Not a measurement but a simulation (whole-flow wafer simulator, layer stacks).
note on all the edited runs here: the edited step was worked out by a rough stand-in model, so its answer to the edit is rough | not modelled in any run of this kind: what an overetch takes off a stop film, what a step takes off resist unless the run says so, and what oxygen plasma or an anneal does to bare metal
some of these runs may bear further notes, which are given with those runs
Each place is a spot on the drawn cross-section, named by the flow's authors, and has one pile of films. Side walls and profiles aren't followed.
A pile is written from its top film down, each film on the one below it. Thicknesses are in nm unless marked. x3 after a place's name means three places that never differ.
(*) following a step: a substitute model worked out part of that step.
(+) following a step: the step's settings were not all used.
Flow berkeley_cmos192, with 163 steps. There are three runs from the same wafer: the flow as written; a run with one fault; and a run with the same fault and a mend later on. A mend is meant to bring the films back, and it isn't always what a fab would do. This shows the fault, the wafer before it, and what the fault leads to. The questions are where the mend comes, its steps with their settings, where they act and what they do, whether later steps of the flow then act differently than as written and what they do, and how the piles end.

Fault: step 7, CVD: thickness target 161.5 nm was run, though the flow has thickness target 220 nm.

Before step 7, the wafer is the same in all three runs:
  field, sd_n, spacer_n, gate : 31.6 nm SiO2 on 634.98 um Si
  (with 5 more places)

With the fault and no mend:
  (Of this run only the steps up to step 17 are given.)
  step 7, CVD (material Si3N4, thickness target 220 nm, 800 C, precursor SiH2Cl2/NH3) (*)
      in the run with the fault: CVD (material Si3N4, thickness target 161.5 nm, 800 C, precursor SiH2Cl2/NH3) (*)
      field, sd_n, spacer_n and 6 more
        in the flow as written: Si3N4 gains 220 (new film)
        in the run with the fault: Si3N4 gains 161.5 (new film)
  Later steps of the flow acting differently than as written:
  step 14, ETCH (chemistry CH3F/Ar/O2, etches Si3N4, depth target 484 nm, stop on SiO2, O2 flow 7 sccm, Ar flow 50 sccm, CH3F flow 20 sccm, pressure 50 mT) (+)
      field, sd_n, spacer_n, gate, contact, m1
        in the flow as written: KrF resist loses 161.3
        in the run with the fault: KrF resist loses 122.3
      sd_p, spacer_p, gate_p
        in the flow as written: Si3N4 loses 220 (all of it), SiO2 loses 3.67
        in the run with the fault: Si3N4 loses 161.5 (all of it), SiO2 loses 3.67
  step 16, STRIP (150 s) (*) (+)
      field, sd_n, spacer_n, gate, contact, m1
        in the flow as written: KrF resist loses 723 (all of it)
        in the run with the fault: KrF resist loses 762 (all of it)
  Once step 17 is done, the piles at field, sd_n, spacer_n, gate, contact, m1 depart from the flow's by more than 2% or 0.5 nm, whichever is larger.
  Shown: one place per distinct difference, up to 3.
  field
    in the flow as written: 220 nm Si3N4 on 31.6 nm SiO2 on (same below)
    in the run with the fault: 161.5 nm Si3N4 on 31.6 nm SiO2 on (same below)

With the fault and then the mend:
  The mend follows step 7.
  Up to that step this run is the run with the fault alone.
  step 7a, ETCH (chemistry h3po4, depth target 185.7 nm)
      field, sd_n, spacer_n and 6 more
        Si3N4 loses 161.5 (all of it)
  step 7b, CLEAN (chemistry SC1/SC2) (the flow's step 1 again)
      leaves every film unchanged at each place that is followed
  step 7c, CVD (material Si3N4, thickness target 220 nm, 800 C, precursor SiH2Cl2/NH3) (*) (the flow's step 7 again)
      field, sd_n, spacer_n and 6 more
        Si3N4 gains 220 (new film)
  None of the later steps of the flow acts differently than as written at any place that is followed.
  The piles end the same as the flow's at every place that both follow.
